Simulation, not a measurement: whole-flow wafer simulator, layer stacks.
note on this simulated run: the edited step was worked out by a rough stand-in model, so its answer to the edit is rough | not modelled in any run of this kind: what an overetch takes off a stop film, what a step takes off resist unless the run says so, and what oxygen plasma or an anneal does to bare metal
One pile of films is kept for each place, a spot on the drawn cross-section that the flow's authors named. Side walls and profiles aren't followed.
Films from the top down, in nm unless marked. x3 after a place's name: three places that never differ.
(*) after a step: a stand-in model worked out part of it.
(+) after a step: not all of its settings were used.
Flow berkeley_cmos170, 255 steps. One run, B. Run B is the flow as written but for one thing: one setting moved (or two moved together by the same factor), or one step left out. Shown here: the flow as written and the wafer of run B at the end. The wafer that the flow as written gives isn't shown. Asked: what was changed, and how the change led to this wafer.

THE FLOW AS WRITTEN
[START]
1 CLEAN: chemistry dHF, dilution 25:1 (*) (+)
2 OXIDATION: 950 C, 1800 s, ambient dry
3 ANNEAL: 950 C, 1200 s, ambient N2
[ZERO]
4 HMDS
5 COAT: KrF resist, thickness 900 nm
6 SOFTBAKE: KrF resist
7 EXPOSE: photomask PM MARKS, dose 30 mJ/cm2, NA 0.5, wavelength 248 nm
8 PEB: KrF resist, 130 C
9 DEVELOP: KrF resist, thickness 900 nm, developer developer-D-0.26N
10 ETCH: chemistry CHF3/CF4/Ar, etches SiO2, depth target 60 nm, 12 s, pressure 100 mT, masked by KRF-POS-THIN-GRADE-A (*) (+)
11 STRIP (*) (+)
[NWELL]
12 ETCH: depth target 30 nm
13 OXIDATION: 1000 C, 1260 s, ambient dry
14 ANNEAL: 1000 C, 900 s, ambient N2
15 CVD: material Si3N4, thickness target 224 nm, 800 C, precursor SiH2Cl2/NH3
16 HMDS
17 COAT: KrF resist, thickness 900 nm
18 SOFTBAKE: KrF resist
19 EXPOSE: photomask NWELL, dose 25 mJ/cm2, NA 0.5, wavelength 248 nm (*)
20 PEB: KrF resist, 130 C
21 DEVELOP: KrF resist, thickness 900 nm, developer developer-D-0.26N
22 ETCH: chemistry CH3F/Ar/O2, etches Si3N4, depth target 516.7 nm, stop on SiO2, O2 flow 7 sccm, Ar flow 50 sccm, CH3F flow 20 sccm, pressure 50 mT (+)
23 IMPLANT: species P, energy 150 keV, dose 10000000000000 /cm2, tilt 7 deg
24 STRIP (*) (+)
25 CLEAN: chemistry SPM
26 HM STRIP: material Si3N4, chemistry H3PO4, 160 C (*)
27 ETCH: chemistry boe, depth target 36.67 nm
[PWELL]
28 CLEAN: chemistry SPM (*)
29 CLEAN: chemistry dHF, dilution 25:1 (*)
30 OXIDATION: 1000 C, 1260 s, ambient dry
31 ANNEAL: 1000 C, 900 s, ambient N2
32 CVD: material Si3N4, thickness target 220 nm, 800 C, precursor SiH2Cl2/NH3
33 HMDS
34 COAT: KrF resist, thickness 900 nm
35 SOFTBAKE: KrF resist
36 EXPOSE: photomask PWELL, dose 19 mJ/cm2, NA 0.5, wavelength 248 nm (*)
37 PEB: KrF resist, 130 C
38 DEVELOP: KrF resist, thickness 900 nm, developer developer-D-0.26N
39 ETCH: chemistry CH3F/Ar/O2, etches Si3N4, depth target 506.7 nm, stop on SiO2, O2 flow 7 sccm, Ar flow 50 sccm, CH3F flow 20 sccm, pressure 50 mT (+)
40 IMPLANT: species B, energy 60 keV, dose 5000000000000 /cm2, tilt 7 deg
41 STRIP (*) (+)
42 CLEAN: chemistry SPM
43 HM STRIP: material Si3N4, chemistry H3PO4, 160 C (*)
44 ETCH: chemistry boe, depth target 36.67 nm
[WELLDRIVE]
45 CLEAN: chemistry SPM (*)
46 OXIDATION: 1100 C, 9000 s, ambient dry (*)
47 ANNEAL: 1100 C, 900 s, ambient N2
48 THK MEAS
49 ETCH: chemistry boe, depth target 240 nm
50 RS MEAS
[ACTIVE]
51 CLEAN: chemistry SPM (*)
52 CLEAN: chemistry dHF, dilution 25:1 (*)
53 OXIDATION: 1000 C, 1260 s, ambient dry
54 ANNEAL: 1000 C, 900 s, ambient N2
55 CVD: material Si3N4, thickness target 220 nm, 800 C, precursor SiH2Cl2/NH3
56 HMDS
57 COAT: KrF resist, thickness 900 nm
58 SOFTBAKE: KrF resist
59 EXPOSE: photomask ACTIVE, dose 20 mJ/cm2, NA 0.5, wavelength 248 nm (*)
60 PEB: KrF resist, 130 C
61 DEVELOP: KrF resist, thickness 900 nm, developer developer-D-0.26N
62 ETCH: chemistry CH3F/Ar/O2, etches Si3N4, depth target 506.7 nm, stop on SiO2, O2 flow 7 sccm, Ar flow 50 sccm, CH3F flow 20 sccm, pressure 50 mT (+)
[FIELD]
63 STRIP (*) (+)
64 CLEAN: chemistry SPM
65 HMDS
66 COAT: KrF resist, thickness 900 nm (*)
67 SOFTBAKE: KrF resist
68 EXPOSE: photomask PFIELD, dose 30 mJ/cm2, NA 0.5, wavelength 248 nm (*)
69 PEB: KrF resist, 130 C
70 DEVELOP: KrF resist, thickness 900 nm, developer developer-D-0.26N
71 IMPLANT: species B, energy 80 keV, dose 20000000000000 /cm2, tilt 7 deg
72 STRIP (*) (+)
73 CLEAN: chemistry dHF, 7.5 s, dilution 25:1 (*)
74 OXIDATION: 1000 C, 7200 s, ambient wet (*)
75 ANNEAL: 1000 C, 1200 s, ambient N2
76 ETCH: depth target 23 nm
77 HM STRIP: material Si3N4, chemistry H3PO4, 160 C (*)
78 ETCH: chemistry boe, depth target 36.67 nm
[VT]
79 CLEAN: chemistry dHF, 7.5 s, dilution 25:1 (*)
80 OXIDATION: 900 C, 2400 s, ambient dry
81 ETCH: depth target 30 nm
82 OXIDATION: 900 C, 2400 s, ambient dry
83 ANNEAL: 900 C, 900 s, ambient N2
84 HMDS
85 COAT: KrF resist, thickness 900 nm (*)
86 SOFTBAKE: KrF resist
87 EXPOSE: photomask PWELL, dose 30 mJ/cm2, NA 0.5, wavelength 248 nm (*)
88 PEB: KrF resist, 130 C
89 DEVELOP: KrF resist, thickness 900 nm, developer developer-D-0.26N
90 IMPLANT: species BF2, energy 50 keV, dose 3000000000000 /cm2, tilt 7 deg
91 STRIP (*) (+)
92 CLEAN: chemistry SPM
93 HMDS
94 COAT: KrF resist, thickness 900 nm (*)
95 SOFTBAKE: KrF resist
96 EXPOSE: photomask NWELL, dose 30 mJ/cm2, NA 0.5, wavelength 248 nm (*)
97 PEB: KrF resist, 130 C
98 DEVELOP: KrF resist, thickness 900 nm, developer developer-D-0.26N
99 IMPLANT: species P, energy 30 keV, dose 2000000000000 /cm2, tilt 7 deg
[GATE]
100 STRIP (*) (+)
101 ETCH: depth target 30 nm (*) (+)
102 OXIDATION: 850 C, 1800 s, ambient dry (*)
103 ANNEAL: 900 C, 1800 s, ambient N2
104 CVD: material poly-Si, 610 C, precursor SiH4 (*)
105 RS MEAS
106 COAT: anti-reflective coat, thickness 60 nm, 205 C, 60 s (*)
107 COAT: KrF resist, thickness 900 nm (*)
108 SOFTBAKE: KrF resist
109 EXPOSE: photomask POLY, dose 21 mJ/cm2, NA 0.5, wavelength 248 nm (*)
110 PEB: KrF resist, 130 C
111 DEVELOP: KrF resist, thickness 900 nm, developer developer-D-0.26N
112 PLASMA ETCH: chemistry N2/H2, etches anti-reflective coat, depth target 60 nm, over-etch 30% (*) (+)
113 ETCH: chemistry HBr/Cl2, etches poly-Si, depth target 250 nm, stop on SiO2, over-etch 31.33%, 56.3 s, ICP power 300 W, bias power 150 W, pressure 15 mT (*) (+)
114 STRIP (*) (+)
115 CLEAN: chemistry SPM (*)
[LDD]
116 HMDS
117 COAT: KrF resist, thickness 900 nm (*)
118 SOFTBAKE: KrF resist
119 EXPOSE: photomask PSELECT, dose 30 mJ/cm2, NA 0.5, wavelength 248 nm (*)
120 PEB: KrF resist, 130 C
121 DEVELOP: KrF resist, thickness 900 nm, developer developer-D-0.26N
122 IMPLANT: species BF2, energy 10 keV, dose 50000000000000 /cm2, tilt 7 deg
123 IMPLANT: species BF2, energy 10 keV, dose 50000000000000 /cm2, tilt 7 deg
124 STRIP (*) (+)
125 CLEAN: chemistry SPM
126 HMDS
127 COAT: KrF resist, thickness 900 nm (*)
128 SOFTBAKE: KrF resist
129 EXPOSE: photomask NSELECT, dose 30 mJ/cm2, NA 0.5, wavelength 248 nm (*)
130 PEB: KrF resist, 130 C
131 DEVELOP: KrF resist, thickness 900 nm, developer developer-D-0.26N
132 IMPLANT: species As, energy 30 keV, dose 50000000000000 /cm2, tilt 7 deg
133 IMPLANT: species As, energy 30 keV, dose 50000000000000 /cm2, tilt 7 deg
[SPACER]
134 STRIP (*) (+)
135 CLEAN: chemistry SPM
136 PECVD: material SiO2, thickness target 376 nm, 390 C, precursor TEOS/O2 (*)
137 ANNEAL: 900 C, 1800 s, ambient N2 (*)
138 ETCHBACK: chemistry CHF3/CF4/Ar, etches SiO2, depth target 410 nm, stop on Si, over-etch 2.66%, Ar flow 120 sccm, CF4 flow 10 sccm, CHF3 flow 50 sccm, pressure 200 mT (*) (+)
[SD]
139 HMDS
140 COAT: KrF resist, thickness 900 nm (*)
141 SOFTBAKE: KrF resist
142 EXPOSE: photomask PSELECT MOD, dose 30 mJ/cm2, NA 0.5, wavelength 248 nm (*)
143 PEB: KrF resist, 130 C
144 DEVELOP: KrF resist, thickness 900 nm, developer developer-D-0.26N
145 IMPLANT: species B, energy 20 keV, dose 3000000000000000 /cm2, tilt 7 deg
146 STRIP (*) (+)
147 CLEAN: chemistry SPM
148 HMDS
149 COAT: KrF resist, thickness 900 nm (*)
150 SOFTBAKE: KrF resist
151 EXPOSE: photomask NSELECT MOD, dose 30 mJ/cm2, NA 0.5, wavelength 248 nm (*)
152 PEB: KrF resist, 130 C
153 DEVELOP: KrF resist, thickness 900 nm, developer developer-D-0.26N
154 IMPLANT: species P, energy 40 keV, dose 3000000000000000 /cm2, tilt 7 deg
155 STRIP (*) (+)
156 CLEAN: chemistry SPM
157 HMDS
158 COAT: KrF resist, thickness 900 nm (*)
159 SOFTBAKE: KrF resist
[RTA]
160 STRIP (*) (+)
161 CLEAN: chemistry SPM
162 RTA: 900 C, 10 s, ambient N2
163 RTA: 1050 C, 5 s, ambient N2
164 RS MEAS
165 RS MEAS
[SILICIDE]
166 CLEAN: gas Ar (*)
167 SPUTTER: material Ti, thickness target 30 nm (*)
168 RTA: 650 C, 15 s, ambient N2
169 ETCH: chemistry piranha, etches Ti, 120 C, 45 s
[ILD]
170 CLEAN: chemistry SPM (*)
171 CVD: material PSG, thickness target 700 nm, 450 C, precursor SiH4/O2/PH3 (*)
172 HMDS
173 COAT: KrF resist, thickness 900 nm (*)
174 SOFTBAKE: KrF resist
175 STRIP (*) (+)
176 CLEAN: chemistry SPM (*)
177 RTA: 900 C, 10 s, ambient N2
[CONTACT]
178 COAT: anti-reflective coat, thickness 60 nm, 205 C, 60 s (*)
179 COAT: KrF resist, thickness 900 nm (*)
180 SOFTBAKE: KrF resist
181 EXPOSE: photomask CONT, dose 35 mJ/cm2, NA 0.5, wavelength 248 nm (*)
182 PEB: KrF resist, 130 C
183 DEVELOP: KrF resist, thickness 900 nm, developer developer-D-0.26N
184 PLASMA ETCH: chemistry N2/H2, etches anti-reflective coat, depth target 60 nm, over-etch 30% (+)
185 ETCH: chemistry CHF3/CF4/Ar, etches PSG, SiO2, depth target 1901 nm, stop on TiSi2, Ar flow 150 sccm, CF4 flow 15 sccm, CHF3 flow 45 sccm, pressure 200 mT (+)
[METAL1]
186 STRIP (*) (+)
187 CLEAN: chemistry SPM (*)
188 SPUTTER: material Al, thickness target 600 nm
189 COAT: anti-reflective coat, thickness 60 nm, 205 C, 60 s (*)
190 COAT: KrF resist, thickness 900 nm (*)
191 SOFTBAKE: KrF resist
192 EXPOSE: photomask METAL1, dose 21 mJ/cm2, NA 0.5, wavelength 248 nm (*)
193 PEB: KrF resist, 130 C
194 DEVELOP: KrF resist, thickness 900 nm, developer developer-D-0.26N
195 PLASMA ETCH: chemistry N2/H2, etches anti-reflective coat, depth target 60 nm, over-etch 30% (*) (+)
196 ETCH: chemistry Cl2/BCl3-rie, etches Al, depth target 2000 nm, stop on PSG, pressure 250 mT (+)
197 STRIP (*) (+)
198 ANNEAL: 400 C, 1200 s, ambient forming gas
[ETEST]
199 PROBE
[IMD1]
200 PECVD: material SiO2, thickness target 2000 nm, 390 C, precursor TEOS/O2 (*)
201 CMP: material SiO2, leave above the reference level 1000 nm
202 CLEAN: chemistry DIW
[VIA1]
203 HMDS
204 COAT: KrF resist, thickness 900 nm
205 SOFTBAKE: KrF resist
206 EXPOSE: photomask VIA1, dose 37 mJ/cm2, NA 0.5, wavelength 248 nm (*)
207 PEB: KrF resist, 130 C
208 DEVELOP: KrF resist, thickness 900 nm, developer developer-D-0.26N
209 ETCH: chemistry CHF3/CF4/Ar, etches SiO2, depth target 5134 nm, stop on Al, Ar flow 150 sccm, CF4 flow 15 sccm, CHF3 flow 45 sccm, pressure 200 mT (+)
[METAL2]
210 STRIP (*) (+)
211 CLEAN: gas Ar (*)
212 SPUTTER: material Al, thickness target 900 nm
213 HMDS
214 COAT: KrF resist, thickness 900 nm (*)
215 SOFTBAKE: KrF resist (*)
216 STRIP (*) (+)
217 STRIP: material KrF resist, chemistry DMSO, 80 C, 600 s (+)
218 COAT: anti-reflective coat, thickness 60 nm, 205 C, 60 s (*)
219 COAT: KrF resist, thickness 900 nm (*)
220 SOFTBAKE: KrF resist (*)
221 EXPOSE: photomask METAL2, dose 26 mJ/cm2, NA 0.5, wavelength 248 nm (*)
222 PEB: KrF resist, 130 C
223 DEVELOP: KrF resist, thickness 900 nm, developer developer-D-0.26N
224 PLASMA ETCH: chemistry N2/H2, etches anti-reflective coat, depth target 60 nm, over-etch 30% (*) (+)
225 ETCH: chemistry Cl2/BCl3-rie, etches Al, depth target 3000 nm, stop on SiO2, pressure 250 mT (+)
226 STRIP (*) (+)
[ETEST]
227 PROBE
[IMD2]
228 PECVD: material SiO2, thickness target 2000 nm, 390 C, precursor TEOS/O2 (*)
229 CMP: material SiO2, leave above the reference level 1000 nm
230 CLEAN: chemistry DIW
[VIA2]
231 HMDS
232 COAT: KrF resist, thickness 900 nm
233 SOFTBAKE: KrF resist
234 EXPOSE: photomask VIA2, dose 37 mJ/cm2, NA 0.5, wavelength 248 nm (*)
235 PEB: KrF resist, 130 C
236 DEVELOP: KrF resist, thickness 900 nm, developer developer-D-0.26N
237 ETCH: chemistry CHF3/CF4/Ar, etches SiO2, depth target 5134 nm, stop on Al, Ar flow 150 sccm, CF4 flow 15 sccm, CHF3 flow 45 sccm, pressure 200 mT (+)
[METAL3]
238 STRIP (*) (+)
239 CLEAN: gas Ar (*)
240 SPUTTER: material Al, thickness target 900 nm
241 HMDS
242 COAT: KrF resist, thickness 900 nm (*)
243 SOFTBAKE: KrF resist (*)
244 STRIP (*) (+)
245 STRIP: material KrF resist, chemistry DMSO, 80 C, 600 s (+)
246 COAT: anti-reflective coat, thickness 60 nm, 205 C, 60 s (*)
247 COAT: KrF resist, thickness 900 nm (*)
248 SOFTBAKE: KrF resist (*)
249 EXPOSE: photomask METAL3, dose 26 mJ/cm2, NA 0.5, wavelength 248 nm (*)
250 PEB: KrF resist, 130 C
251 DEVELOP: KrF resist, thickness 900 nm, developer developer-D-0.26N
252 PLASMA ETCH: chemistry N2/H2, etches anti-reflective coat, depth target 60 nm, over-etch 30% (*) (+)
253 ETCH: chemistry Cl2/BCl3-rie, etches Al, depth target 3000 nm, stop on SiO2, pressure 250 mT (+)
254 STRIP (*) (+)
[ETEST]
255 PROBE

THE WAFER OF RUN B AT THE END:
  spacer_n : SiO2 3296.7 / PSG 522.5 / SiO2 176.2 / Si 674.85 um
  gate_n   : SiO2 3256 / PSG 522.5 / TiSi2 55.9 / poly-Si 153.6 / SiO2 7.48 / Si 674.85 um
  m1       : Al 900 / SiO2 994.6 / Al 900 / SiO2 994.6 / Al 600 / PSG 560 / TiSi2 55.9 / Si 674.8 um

The cause: step 171, CVD: thickness target 560 nm was run, where the flow has thickness target 700 nm.
It can be read off the wafer: m1 has PSG 560, and step 171 as written asks for 700 nm.

How the change led to this, step by step:
  171 CVD: material PSG, thickness target 700 nm, 450 C, precursor SiH4/O2/PH3 (*)
      field, sd_n, spacer_n and 9 more: PSG +560 (new film) (as written it would be: PSG +700 (new film))
  185 ETCH: chemistry CHF3/CF4/Ar, etches PSG, SiO2, depth target 1901 nm, stop on TiSi2, Ar flow 150 sccm, CF4 flow 15 sccm, CHF3 flow 45 sccm, pressure 200 mT (+)
      field, sd_n, spacer_n and 8 more: KrF resist -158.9 (as written it would be: KrF resist -193.9)
      contact: PSG -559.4 (all of it), TiSi2 -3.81 (as written it would be: PSG -699.4 (all of it), TiSi2 -3.81)
  186 STRIP (*) (+)
      field: KrF resist -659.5 (all of it), anti-reflective coat -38 (all of it) (as written it would be: KrF resist -623.9 (all of it), anti-reflective coat -38.6 (all of it))
      sd_n: KrF resist -680.2 (all of it), anti-reflective coat -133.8 (all of it) (as written it would be: KrF resist -643.8 (all of it), anti-reflective coat -135.1 (all of it))
      (and at 9 more places)
  188 SPUTTER: material Al, thickness target 600 nm
      contact: Al +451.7 (new film) (as written it would be: Al +415.7 (new film))
  189 COAT: anti-reflective coat, thickness 60 nm, 205 C, 60 s (*)
      sd_n: anti-reflective coat +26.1 (new film) (as written it would be: anti-reflective coat +17.7 (new film))
      spacer_n: anti-reflective coat +41 (new film) (as written it would be: anti-reflective coat +41.9 (new film))
      (and at 1 more place)
  190 COAT: KrF resist, thickness 900 nm (*)
      contact: KrF resist +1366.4 (new film) (as written it would be: KrF resist +1495.4 (new film))
  195 PLASMA ETCH: chemistry N2/H2, etches anti-reflective coat, depth target 60 nm, over-etch 30% (*) (+)
      sd_n: anti-reflective coat -26.1 (all of it) (as written it would be: anti-reflective coat -17.7 (all of it))
      spacer_n: anti-reflective coat -41 (all of it) (as written it would be: anti-reflective coat -41.9 (all of it))
  197 STRIP (*) (+)
      contact: KrF resist -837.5 (all of it), anti-reflective coat -224 (all of it) (as written it would be: KrF resist -966.1 (all of it), anti-reflective coat -261.9 (all of it))
  201 CMP: material SiO2, leave above the reference level 1000 nm
      contact: SiO2 -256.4 (as written it would be: SiO2 -61.1)
